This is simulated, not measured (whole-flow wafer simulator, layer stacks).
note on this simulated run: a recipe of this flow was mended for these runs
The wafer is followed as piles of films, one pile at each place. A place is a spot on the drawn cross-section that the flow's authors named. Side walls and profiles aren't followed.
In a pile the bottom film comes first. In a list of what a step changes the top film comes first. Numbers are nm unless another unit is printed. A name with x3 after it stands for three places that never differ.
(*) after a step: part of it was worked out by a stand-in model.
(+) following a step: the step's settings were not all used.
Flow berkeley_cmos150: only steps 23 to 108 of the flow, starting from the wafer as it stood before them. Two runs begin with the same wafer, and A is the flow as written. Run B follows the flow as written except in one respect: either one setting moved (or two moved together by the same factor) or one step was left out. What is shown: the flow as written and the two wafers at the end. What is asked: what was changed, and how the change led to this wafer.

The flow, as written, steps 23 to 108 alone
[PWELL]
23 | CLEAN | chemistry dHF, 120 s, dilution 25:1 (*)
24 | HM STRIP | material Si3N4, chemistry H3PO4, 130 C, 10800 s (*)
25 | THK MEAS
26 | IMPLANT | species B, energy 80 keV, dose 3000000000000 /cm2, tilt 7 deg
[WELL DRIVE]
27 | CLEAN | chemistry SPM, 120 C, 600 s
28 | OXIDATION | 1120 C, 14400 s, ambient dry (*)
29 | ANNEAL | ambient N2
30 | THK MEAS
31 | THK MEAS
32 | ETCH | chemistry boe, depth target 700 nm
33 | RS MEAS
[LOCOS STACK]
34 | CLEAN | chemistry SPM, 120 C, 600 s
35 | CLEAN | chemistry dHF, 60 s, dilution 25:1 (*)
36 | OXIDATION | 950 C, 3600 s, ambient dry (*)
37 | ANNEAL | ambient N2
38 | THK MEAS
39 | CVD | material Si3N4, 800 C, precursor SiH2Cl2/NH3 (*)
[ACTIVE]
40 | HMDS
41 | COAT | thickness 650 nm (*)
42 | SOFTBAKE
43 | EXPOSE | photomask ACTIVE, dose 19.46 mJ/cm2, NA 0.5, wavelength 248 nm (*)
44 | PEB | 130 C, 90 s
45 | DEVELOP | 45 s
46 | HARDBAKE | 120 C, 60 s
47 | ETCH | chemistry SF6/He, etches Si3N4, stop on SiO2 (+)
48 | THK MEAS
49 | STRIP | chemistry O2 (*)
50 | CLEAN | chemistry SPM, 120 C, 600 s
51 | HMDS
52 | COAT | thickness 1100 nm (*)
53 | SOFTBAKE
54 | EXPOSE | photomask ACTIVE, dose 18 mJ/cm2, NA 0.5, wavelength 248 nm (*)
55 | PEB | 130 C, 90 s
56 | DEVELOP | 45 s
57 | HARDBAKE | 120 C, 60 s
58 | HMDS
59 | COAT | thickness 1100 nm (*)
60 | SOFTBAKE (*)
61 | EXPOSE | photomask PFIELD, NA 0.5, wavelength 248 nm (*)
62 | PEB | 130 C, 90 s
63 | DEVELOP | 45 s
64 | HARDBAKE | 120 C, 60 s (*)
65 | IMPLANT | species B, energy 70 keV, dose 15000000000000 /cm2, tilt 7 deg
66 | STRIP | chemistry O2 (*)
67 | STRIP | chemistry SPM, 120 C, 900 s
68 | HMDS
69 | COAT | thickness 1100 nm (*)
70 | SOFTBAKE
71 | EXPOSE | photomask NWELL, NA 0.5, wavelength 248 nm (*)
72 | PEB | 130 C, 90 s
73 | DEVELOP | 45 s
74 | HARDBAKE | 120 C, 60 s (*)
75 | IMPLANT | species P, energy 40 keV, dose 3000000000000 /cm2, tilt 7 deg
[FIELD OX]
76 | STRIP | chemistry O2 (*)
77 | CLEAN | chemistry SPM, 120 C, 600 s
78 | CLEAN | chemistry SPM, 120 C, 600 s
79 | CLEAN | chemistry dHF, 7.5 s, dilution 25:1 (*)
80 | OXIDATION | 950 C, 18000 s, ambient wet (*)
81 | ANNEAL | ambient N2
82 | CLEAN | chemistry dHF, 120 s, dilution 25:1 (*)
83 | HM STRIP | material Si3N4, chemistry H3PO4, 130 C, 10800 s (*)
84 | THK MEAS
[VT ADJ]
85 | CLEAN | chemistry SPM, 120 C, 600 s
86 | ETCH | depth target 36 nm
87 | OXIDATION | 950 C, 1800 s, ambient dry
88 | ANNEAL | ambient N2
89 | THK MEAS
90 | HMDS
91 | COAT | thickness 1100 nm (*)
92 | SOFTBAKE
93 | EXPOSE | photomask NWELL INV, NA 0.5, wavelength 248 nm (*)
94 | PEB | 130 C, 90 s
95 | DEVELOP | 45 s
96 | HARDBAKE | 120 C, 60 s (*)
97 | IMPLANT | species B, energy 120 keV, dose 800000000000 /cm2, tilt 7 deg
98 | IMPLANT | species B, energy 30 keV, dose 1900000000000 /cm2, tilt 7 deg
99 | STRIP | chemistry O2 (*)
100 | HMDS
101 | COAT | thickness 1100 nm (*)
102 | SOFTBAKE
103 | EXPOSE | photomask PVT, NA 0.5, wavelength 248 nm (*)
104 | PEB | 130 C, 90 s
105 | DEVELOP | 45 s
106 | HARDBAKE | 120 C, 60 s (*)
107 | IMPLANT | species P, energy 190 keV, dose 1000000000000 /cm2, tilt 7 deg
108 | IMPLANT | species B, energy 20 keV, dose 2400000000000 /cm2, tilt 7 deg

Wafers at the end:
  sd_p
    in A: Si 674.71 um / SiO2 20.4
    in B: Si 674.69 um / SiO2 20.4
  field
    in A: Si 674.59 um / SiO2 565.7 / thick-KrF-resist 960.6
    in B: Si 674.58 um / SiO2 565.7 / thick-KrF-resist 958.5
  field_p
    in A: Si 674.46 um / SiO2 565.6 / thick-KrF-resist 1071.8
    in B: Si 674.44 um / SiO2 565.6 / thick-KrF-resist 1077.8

What caused this: step 24, HM STRIP: 188 C was run, whereas the flow has 130 C.

Step by step, how the change led to this:
  24 | HM STRIP | material Si3N4, chemistry H3PO4, 130 C, 10800 s (*)
      field, sd_n, gate_n, contact, m1: A -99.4 Si3N4 (all of it), -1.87 SiO2 | B +0.5 chemical SiO2 (new film), -99.4 Si3N4 (all of it), -31.5 SiO2 (all of it), -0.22 Si
      field_p, sd_p, gate_p: A -2.72 SiO2 | B -207.8 SiO2
  28 | OXIDATION | 1120 C, 14400 s, ambient dry (*)
      field, sd_n, gate_n, contact, m1: A +261.5 SiO2, -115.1 Si | B +287.5 SiO2 (new film), -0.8 chemical SiO2 (all of it), -126.1 Si
      field_p, sd_p, gate_p: A +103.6 SiO2, -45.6 Si | B +151.5 SiO2, -66.7 Si
  32 | ETCH | chemistry boe, depth target 700 nm
      field_p, sd_p, gate_p: A -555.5 SiO2 (all of it) | B -398.3 SiO2 (all of it)
